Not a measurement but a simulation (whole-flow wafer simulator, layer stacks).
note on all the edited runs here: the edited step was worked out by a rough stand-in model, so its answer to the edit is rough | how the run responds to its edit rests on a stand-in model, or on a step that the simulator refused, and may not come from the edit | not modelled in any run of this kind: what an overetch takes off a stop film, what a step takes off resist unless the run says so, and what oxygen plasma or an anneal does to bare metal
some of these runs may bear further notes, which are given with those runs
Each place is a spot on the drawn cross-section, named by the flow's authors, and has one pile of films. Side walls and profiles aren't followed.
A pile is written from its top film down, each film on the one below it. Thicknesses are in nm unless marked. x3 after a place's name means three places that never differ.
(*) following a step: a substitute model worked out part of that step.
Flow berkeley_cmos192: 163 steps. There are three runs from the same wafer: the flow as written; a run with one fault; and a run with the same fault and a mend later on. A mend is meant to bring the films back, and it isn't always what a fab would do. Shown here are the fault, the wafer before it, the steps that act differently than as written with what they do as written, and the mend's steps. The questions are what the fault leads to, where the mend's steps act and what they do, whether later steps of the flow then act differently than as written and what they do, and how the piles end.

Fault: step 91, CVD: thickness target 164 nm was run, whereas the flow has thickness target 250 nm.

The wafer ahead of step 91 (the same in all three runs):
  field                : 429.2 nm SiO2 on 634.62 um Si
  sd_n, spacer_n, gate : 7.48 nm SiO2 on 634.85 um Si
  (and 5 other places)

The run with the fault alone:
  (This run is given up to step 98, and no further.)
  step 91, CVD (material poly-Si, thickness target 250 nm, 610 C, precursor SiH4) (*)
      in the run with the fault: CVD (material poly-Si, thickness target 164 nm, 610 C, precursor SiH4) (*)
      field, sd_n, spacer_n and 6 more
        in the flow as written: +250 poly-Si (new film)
        in the run with the fault: +164 poly-Si (new film)
  Later steps of the flow up to step 98 that are run all act as written at every place that is followed, up to a difference of at most 2% or 0.5 nm, whichever is larger.
  The piles after step 98 differ from the flow's at field, sd_n, spacer_n and 6 more by more than 2% or 0.5 nm, whichever is larger.
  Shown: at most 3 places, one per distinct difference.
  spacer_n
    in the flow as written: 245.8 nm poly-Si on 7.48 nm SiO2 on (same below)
    in the run with the fault: 159.8 nm poly-Si on 7.48 nm SiO2 on (same below)
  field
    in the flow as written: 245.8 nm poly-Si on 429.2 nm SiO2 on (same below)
    in the run with the fault: 159.9 nm poly-Si on 429.2 nm SiO2 on (same below)
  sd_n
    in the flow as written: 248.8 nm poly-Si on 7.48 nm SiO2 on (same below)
    in the run with the fault: 162.8 nm poly-Si on 7.48 nm SiO2 on (same below)

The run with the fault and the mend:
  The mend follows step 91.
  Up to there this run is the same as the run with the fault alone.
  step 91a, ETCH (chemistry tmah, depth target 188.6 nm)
      field, sd_n, spacer_n and 6 more
        -164 poly-Si (all of it)
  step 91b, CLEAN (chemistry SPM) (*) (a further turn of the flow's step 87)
      does not change any film at any place that is followed
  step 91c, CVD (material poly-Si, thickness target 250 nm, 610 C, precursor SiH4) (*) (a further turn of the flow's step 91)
      field, sd_n, spacer_n and 6 more
        +250 poly-Si (new film)
  Later steps of the flow that are run all act as written at every place that is followed, up to a difference of at most 2% or 0.5 nm, whichever is larger.
  At every place that both follow, the piles at the end match the flow's.
